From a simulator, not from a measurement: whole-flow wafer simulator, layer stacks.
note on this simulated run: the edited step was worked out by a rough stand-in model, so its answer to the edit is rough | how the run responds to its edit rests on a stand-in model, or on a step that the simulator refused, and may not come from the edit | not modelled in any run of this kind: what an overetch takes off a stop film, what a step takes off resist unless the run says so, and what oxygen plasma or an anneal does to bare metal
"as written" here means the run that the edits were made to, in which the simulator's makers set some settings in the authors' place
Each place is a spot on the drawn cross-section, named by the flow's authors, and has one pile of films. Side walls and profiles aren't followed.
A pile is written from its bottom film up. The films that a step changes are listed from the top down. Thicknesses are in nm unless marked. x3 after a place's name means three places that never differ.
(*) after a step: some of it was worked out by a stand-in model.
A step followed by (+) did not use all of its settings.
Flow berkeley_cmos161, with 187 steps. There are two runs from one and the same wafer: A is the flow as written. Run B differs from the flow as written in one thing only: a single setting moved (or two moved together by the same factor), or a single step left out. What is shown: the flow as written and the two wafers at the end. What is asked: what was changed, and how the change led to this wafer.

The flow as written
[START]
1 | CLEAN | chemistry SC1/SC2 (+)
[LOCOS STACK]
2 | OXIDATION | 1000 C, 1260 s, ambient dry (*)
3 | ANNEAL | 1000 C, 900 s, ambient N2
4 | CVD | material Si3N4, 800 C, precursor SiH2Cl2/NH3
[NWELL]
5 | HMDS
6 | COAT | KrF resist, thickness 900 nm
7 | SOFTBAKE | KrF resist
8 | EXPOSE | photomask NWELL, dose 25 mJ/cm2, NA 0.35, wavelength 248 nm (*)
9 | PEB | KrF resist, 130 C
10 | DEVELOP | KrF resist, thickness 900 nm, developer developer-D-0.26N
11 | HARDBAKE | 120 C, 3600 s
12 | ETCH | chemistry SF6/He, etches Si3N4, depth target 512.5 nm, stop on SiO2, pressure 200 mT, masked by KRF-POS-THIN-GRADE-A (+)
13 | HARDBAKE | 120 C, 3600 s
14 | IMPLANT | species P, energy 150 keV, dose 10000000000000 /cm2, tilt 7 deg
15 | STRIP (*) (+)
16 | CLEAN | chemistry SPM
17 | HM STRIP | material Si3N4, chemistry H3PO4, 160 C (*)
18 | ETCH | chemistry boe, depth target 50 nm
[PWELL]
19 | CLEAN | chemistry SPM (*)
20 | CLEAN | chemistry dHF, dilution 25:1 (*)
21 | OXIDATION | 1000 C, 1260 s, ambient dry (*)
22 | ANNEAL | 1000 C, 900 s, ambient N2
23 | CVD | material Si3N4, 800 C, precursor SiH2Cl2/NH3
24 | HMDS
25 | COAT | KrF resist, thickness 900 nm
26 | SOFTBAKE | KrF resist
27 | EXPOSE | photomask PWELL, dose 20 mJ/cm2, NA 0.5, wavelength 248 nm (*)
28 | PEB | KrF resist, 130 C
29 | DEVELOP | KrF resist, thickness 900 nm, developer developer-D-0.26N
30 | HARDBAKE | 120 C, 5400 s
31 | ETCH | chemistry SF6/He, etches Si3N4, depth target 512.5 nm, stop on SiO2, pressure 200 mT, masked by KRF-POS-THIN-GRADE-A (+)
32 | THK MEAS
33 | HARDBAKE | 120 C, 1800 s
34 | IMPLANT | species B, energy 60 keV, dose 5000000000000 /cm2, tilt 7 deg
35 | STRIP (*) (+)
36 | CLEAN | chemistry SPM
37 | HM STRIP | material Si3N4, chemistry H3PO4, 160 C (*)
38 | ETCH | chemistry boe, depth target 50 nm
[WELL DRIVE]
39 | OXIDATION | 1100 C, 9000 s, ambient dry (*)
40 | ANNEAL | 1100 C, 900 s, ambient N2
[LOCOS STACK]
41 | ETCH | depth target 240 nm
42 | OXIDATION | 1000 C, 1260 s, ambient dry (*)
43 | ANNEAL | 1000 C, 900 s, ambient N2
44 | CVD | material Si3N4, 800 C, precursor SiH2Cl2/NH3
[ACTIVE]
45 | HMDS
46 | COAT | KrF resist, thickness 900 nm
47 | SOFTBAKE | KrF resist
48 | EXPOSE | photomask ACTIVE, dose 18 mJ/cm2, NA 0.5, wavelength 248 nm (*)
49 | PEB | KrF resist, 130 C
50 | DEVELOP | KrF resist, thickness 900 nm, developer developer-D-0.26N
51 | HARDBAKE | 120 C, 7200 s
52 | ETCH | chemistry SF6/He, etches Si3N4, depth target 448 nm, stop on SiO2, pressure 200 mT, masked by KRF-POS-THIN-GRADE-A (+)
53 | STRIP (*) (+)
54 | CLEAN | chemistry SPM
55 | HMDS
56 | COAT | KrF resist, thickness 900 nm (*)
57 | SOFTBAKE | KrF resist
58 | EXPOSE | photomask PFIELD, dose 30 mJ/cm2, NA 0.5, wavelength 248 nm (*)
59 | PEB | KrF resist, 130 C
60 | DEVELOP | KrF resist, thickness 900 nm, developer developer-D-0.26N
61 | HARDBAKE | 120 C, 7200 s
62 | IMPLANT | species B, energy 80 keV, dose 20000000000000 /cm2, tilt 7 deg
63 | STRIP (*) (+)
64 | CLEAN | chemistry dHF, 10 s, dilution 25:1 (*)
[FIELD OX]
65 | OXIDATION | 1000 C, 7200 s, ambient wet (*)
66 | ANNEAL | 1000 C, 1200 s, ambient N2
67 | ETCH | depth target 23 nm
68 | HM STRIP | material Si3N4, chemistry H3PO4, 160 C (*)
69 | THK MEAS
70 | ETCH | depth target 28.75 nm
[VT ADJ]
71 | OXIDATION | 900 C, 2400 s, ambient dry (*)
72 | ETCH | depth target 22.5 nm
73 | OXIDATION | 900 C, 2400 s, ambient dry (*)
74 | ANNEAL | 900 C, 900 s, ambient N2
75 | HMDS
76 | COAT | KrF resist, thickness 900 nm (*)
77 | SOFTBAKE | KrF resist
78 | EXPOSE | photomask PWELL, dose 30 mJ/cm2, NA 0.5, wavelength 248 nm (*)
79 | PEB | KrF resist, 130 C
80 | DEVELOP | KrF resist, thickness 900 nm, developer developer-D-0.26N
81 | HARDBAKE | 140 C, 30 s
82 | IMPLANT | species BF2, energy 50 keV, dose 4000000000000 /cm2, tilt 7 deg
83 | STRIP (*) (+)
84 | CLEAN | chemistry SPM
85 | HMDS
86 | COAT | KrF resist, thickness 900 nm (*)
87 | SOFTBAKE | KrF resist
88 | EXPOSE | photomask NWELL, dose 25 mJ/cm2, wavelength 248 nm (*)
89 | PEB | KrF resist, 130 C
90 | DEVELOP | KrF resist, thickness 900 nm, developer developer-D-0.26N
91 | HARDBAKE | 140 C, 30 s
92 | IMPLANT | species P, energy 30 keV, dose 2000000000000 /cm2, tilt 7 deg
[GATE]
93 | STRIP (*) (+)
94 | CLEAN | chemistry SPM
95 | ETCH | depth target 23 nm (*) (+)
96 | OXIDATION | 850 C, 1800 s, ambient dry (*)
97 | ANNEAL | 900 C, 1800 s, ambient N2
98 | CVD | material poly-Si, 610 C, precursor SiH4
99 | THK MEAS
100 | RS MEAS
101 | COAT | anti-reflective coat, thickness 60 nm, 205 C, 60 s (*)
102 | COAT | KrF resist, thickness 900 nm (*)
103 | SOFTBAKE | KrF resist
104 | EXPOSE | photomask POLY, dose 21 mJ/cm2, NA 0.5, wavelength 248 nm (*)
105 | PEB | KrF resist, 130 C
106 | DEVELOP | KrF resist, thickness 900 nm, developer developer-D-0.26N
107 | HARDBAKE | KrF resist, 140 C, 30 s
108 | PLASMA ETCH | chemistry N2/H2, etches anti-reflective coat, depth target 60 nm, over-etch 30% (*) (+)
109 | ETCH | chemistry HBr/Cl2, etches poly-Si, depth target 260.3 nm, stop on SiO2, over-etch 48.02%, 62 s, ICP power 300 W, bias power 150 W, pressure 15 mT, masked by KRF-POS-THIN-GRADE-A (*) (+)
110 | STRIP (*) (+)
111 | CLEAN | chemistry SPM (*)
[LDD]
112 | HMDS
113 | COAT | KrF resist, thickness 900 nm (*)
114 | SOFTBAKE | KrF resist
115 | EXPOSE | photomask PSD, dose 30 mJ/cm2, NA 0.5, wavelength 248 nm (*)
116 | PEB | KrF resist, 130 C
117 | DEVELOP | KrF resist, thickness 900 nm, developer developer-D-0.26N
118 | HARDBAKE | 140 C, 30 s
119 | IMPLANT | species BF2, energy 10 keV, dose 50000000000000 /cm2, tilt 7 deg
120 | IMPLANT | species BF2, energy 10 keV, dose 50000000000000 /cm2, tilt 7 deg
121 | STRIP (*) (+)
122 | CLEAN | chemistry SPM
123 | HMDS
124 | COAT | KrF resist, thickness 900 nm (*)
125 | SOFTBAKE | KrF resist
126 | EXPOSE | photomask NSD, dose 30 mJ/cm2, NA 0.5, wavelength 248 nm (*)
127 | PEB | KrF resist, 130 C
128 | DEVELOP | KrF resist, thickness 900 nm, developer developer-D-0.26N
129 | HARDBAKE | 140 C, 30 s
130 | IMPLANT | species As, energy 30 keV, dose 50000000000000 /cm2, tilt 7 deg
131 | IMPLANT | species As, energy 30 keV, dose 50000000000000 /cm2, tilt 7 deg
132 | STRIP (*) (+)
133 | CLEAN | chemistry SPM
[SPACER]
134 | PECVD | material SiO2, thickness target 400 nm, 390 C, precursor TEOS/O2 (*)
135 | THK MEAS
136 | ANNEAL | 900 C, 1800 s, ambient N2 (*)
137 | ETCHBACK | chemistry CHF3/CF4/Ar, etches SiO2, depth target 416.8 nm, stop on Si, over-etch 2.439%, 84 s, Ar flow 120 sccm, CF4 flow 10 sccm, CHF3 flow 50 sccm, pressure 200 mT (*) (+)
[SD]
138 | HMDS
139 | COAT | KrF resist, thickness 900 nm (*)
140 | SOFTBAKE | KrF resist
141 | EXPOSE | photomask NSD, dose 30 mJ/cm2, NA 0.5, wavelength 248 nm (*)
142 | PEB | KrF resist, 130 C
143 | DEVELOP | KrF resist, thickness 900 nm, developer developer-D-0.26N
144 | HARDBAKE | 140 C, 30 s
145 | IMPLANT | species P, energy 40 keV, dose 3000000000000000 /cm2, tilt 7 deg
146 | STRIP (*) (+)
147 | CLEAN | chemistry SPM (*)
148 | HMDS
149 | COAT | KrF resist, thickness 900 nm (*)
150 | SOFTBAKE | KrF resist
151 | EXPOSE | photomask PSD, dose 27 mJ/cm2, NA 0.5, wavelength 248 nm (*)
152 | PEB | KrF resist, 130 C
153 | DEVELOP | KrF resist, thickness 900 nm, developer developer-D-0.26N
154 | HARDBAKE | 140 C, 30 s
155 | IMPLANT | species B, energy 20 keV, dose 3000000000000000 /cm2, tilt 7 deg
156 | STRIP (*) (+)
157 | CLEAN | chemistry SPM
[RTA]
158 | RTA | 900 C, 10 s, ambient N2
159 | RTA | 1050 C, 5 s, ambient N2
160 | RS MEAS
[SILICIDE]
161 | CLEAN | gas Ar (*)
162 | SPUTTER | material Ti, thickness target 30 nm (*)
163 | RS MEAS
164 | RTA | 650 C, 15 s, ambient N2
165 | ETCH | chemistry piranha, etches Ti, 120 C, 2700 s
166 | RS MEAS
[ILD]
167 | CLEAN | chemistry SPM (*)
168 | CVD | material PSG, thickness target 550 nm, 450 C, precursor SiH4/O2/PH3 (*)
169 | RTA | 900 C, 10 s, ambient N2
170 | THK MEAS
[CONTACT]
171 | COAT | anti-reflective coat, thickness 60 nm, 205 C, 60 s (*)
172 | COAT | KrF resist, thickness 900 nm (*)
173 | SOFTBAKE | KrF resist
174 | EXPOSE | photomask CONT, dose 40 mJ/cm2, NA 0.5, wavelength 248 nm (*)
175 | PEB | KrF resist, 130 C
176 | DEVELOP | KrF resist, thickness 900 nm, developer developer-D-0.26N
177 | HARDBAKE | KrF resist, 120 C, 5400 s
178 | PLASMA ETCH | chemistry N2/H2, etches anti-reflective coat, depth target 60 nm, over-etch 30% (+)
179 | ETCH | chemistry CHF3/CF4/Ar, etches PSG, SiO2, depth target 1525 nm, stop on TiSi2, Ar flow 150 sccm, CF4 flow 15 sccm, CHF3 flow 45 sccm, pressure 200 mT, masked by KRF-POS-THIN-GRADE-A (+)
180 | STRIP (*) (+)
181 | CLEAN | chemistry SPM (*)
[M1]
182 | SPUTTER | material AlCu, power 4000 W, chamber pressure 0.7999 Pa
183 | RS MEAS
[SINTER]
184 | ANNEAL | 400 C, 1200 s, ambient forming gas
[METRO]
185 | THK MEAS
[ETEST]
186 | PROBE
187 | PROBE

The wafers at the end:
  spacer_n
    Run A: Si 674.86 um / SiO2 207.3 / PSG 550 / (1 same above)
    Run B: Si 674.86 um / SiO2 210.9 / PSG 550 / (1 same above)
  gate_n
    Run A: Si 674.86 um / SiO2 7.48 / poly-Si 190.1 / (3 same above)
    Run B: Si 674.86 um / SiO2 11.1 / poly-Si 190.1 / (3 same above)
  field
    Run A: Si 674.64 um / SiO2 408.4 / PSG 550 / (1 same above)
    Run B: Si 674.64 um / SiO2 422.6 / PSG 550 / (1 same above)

The reason: step 95, ETCH: depth target 8.74 nm was run, while the flow as written has depth target 23 nm.

Step by step, how the change led to this:
  95 | ETCH | depth target 23 nm (*) (+)
      sd_n, spacer_n, gate_n, sd_p, spacer_p, gate_p, contact, m1: A SiO2 loses 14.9 (all of it) | B SiO2 loses 8.74
      field: A SiO2 loses 23 | B SiO2 loses 8.74
  96 | OXIDATION | 850 C, 1800 s, ambient dry (*)
      sd_n, spacer_n, gate_n, sd_p, spacer_p, gate_p, contact, m1: A SiO2 gains 7.48 (new film), Si loses 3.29 | B SiO2 gains 4.94, Si loses 2.17
  101 | COAT | anti-reflective coat, thickness 60 nm, 205 C, 60 s (*)
      sd_n: A anti-reflective coat gains 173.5 (new film) | B anti-reflective coat gains 181.3 (new film)
      spacer_n: A anti-reflective coat gains 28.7 (new film) | B anti-reflective coat gains 27 (new film)
      (as well as at 4 more places)
  108 | PLASMA ETCH | chemistry N2/H2, etches anti-reflective coat, depth target 60 nm, over-etch 30% (*) (+)
      sd_n: A anti-reflective coat loses 173.5 (all of it), poly-Si loses 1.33 | B anti-reflective coat loses 181.3 (all of it), poly-Si loses 1.39
      spacer_n: A anti-reflective coat loses 28.7 (all of it), poly-Si loses 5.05 | B anti-reflective coat loses 27 (all of it), poly-Si loses 5.35
      (as well as at 2 more places)
  110 | STRIP (*) (+)
      gate_n: A chemical SiO2 gains 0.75 (new film), KrF resist loses 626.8 (all of it), anti-reflective coat loses 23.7 (all of it), poly-Si loses 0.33 | B chemical SiO2 gains 0.75 (new film), KrF resist loses 633.1 (all of it), anti-reflective coat loses 21.9 (all of it), poly-Si loses 0.33
      gate_p: A chemical SiO2 gains 0.75 (new film), KrF resist loses 598.2 (all of it), anti-reflective coat loses 27.9 (all of it), poly-Si loses 0.33 | B chemical SiO2 gains 0.75 (new film), KrF resist loses 601.9 (all of it), anti-reflective coat loses 27 (all of it), poly-Si loses 0.33
  171 | COAT | anti-reflective coat, thickness 60 nm, 205 C, 60 s (*)
      sd_n: A anti-reflective coat gains 149.7 (new film) | B anti-reflective coat gains 160.6 (new film)
      m1: A anti-reflective coat gains 97.8 (new film) | B anti-reflective coat gains 101.2 (new film)
  180 | STRIP (*) (+)
      sd_n: A KrF resist loses 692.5 (all of it), anti-reflective coat loses 149.7 (all of it) | B KrF resist loses 690.3 (all of it), anti-reflective coat loses 160.6 (all of it)
      m1: A KrF resist loses 739.9 (all of it), anti-reflective coat loses 97.8 (all of it) | B KrF resist loses 744.6 (all of it), anti-reflective coat loses 101.2 (all of it)
